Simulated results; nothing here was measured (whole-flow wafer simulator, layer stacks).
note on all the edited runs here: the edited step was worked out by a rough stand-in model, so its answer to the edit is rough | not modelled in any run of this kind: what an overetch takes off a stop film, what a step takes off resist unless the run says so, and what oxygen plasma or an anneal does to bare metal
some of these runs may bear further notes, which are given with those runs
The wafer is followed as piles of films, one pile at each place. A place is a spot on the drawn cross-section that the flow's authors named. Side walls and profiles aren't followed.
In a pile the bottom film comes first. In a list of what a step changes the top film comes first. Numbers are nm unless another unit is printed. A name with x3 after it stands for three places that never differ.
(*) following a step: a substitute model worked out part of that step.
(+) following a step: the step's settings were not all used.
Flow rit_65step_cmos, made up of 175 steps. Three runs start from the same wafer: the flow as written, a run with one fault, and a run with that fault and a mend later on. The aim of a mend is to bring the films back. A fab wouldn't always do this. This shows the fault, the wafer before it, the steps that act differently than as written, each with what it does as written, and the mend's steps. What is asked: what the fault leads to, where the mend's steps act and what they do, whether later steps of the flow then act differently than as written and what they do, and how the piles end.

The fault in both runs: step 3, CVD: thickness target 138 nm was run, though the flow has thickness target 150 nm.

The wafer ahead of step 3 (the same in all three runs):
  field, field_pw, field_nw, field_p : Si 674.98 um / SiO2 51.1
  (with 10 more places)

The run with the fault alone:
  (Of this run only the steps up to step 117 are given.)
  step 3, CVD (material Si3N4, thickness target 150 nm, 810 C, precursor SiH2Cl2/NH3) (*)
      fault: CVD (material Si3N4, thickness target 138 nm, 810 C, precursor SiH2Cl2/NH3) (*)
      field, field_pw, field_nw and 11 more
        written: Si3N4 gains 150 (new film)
        fault: Si3N4 gains 138 (new film)
  Later steps of the flow acting differently than as written (33 more steps, not shown, differ only slightly: by at most 2% or 0.5 nm, whichever is larger):
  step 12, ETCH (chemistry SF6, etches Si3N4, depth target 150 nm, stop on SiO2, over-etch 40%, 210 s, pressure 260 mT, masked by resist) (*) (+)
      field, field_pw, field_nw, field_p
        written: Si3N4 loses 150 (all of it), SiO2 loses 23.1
        fault: Si3N4 loses 138 (all of it), SiO2 loses 27.7
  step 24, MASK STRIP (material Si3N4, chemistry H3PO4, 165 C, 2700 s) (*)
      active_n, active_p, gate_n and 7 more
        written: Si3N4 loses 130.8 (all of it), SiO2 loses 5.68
        fault: Si3N4 loses 118.8 (all of it), SiO2 loses 6.14
  The piles after step 117 are only slightly different from the flow's at the places that both follow, by no more than 2% or 0.5 nm, whichever is larger.

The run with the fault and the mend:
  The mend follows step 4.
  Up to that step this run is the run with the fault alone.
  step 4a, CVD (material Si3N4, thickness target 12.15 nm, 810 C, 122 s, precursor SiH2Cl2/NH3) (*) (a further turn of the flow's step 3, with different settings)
      field, field_pw, field_nw and 11 more
        Si3N4 gains 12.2
  None of the later steps of the flow differs from how it acts as written, at any place that is followed, by more than 2% or 0.5 nm, whichever is larger.
  By the end, the piles equal the flow's at every place that both follow.
